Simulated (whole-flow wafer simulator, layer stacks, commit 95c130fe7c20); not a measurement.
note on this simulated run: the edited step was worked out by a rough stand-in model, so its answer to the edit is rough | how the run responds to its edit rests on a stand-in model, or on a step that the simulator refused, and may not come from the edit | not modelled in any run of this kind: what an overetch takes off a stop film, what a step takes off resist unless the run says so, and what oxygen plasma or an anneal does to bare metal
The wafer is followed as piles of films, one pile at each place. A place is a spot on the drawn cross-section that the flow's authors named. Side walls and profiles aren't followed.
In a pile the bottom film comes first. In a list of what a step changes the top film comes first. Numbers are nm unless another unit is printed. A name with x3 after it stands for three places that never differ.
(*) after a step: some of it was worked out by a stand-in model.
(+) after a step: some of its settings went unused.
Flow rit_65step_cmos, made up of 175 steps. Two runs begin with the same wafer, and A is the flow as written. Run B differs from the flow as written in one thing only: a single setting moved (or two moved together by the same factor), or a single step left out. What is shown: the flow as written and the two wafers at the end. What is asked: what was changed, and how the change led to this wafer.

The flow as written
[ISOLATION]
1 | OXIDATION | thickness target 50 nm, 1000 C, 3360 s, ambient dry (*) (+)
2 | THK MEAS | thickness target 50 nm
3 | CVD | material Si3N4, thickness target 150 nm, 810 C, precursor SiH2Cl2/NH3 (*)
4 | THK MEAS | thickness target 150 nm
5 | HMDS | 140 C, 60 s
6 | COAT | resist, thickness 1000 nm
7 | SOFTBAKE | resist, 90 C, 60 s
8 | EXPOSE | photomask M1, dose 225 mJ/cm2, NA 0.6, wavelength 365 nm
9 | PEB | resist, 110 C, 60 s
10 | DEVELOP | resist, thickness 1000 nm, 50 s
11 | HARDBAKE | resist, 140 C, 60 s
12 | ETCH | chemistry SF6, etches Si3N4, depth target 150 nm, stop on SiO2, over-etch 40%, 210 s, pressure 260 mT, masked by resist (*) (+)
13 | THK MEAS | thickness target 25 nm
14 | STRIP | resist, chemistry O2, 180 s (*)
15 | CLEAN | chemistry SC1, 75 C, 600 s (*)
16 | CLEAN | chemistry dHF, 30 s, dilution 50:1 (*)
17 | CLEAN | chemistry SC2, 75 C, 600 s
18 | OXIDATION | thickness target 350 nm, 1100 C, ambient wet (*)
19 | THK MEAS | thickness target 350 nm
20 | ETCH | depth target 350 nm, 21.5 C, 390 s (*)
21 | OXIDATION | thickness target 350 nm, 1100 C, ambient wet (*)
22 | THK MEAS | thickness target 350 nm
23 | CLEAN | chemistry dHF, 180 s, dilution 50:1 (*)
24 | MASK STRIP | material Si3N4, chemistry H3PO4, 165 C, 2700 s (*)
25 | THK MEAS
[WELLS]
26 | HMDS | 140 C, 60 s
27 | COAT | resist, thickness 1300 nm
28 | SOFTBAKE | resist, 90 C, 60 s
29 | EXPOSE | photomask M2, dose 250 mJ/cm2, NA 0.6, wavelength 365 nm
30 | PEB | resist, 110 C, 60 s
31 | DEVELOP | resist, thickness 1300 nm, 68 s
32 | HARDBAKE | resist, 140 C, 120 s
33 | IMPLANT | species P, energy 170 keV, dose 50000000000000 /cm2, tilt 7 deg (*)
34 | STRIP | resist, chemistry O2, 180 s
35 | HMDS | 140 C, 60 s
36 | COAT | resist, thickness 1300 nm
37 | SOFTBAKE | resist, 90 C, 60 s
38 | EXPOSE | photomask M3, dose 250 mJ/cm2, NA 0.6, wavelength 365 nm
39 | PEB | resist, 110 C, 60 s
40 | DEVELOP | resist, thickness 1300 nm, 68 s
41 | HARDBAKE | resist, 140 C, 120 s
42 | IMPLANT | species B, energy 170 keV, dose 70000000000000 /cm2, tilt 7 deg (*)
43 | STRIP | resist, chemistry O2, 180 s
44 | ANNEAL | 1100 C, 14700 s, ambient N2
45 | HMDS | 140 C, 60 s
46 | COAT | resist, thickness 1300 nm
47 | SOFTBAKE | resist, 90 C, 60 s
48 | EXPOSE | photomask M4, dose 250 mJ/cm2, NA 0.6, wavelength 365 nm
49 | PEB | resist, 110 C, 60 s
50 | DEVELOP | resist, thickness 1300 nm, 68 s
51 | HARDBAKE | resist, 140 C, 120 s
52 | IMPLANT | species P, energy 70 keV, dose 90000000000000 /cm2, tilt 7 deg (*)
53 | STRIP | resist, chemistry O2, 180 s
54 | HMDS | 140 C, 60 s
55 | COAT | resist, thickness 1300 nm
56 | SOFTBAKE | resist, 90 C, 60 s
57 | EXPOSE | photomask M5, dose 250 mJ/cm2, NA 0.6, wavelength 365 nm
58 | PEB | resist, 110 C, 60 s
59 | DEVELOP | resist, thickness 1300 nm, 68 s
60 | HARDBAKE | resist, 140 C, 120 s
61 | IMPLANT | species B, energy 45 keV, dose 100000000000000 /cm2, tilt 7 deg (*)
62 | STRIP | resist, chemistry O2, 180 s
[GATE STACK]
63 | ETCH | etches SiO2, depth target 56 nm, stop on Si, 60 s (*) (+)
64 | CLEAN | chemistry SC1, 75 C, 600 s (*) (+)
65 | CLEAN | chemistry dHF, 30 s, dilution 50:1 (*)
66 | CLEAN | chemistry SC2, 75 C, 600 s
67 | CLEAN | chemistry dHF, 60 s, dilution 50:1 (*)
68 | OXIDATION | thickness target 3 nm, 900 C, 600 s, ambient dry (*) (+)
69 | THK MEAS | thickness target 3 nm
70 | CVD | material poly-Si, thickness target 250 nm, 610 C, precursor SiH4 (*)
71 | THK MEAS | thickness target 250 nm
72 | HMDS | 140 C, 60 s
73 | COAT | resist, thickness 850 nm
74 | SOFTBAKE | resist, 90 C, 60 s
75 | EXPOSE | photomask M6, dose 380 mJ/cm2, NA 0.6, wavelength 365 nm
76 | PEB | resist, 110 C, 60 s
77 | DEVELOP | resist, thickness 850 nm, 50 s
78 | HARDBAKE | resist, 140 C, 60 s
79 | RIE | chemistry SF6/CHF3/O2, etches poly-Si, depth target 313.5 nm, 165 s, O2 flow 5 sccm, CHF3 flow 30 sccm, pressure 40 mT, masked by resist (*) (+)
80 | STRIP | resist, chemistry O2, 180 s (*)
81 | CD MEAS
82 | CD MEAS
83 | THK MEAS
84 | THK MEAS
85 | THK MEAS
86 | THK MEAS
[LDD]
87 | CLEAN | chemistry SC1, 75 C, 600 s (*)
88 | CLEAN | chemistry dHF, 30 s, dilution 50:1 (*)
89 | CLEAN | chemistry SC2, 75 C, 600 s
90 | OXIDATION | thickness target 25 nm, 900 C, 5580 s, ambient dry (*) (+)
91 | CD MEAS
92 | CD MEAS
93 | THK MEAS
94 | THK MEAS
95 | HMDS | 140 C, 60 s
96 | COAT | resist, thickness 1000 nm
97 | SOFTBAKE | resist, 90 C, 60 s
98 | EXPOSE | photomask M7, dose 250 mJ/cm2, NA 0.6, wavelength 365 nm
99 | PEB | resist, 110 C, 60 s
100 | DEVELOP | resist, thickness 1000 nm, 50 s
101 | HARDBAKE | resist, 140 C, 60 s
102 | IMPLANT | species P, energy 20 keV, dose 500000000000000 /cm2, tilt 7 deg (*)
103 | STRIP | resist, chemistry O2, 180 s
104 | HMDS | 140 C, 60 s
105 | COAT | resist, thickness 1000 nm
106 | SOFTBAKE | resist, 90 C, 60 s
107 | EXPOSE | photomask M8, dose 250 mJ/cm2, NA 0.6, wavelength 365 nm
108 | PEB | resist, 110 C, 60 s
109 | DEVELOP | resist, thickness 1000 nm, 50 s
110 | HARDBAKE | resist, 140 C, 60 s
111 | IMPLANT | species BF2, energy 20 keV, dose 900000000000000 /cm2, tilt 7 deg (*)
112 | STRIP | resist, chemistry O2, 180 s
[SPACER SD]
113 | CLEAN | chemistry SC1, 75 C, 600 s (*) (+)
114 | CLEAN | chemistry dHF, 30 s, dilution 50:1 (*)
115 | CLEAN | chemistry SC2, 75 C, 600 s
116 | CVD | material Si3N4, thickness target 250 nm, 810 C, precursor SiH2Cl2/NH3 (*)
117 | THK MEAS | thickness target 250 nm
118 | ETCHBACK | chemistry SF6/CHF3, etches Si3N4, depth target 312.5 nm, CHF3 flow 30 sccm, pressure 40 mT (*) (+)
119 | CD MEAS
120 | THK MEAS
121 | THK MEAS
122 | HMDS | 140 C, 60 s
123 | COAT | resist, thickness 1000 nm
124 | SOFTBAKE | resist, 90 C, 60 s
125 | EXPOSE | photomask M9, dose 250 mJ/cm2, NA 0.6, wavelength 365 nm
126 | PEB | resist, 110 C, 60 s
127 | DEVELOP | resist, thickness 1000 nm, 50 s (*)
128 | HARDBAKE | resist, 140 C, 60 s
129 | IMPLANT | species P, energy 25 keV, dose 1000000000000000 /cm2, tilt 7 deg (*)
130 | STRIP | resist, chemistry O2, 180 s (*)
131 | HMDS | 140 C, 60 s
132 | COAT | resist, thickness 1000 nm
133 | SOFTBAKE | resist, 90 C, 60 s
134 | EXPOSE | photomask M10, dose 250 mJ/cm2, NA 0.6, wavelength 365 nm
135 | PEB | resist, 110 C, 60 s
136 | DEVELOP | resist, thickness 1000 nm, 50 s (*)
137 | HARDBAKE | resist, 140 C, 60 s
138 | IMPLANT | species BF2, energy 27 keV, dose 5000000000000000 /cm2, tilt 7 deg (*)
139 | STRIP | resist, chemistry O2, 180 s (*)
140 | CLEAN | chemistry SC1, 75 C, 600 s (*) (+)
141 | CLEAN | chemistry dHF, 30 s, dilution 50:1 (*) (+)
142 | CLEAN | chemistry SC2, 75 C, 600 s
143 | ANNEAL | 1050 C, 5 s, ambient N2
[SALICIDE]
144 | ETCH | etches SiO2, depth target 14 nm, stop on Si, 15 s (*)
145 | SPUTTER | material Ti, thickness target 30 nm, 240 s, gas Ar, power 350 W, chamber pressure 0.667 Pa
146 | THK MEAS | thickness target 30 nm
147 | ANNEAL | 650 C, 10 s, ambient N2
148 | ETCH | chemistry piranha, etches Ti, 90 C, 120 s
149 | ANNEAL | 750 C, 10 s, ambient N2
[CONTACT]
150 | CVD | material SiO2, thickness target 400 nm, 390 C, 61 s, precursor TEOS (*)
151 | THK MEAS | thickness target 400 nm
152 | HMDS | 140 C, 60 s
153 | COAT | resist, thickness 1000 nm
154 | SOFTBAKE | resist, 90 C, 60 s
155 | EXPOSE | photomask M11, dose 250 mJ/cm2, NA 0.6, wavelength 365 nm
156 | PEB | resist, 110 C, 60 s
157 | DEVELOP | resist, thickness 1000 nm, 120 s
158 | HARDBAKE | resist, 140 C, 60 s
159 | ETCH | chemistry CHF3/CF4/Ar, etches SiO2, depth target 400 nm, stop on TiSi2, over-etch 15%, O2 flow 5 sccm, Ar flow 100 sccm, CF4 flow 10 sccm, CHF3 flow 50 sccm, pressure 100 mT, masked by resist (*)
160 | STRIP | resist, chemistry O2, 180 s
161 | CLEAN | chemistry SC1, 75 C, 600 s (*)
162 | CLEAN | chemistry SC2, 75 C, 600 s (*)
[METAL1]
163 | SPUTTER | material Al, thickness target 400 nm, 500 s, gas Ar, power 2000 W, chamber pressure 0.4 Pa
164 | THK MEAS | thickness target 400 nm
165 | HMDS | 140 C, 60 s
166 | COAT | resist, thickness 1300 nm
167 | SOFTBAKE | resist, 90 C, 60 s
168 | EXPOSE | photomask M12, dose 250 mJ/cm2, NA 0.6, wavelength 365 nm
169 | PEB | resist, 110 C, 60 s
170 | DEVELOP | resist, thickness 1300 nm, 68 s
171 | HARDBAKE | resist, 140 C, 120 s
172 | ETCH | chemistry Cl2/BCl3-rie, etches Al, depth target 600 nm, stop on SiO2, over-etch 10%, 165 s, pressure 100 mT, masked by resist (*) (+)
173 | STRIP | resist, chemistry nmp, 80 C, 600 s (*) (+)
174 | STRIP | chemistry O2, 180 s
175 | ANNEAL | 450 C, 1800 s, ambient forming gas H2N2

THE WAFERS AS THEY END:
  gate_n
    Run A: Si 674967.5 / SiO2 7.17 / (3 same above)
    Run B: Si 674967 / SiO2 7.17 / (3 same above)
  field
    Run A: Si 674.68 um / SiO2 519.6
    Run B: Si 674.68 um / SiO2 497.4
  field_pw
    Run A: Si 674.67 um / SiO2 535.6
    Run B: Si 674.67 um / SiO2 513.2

The reason: step 63, ETCH: 84 s was run, whereas the flow has 60 s.

Step by step, how the change led to this:
  63 | ETCH | etches SiO2, depth target 56 nm, stop on Si, 60 s (*) (+)
      field, field_pw, field_nw, field_p: A -56 SiO2 | B -78.4 SiO2
  67 | CLEAN | chemistry dHF, 60 s, dilution 50:1 (*)
      field_nw, field_p: A -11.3 SiO2 | B -10.2 SiO2
  76 | PEB | resist, 110 C, 60 s
      field: A -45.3 resist | B -46.3 resist
  110 | HARDBAKE | resist, 140 C, 60 s
      field: A -66.1 resist | B -67.5 resist
